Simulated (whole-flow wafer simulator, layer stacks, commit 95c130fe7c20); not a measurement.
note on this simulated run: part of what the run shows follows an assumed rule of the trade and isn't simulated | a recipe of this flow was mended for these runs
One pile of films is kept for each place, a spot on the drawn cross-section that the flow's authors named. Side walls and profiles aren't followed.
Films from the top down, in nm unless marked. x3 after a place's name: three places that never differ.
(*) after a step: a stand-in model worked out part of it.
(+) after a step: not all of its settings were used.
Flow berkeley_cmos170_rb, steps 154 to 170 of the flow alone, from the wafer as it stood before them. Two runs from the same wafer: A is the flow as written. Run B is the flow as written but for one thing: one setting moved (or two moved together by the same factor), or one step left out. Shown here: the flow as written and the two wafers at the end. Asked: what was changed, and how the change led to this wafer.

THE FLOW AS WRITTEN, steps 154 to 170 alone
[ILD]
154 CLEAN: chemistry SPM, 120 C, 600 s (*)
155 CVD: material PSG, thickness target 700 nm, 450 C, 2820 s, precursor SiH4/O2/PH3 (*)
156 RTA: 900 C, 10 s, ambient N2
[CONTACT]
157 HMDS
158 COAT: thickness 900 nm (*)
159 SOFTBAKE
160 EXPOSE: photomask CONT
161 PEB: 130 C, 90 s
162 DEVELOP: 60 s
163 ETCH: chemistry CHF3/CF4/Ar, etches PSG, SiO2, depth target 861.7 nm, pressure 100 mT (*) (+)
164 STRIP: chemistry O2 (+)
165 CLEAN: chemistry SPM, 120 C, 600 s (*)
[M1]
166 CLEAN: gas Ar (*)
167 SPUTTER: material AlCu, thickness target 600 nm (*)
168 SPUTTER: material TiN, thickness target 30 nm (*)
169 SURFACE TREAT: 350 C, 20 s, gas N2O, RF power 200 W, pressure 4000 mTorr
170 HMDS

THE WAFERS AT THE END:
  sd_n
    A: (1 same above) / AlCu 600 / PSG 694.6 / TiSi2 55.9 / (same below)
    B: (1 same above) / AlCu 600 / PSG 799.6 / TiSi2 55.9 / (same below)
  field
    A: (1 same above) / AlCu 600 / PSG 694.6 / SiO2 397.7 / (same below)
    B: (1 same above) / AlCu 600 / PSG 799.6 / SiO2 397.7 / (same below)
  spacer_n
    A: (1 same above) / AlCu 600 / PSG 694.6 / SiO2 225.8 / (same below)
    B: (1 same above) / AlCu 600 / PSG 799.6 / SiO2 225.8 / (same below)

The cause: step 155, CVD: thickness target 805 nm was run, where the flow has thickness target 700 nm; step 155, CVD: 3243 s was run, where the flow has 2820 s.

How the change led to this, step by step:
  155 CVD: material PSG, thickness target 700 nm, 450 C, 2820 s, precursor SiH4/O2/PH3 (*)
      field, sd_n, spacer_n, gate, spacer_p, gate_p, contact, m1: A PSG +700 (new film) | B PSG +805 (new film)
      sd_p: A PSG +664.1 (new film) | B PSG +761.8 (new film)
  163 ETCH: chemistry CHF3/CF4/Ar, etches PSG, SiO2, depth target 861.7 nm, pressure 100 mT (*) (+)
      contact: A PSG -700 (all of it), TiSi2 -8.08 | B PSG -805 (all of it), TiSi2 -2.83
  167 SPUTTER: material AlCu, thickness target 600 nm (*)
      contact: A AlCu +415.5 (new film) | B AlCu +391.9 (new film)
  168 SPUTTER: material TiN, thickness target 30 nm (*)
      contact: A TiN +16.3 (new film) | B TiN +15 (new film)
